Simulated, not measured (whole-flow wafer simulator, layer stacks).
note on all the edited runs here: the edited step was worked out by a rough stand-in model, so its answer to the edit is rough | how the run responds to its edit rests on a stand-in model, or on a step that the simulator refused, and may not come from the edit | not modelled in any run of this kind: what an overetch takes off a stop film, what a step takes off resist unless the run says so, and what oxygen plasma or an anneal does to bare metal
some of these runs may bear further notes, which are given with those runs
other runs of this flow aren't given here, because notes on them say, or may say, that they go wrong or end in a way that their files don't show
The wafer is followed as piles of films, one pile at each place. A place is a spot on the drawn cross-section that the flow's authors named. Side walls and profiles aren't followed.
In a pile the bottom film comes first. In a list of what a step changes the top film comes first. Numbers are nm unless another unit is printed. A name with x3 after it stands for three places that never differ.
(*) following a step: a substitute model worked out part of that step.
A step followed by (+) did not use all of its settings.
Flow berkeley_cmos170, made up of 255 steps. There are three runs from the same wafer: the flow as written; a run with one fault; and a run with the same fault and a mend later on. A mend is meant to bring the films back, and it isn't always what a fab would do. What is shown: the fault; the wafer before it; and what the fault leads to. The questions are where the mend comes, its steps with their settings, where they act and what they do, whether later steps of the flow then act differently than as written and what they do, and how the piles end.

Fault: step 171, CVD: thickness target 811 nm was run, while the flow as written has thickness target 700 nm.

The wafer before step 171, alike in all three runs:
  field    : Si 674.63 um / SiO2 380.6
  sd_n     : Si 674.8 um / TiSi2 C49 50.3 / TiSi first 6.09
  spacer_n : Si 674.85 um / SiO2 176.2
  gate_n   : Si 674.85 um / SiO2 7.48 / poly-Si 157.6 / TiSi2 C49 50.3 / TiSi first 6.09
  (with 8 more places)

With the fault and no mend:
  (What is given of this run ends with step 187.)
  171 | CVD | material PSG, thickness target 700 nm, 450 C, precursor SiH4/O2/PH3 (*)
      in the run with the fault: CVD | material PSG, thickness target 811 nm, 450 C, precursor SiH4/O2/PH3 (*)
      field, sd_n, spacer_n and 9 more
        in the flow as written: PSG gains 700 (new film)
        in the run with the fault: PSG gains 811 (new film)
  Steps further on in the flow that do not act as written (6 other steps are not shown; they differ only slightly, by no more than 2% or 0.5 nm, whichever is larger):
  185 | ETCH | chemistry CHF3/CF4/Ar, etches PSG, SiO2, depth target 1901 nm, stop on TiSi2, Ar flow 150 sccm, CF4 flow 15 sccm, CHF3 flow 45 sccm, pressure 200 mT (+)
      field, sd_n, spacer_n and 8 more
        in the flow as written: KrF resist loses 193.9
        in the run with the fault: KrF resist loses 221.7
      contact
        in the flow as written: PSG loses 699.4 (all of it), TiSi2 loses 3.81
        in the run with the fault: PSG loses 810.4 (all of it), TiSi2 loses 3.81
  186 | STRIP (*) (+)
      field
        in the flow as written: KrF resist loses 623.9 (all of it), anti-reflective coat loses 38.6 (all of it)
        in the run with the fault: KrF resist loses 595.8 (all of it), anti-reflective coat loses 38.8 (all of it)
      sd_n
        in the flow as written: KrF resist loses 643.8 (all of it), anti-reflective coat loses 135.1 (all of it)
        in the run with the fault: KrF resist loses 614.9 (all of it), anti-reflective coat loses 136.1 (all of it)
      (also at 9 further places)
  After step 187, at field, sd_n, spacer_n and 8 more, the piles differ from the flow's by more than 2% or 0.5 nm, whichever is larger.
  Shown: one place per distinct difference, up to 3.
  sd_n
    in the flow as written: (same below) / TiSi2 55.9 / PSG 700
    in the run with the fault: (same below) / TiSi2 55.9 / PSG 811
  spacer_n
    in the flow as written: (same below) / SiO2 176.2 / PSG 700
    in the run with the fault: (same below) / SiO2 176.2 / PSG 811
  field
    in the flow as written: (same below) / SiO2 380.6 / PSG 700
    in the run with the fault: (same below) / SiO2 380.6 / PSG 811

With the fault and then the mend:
  After step 171 comes the mend.
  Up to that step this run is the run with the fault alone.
  171a | ETCH | chemistry boe, depth target 111 nm
      field, sd_n, spacer_n and 9 more
        PSG loses 111
  Every later step of the flow that is run acts as written, at every place that is followed, to within 2% or 0.5 nm, whichever is larger.
  At the end the piles are close to the flow's at the places that both follow, differing by at most 2% or 0.5 nm, whichever is larger.
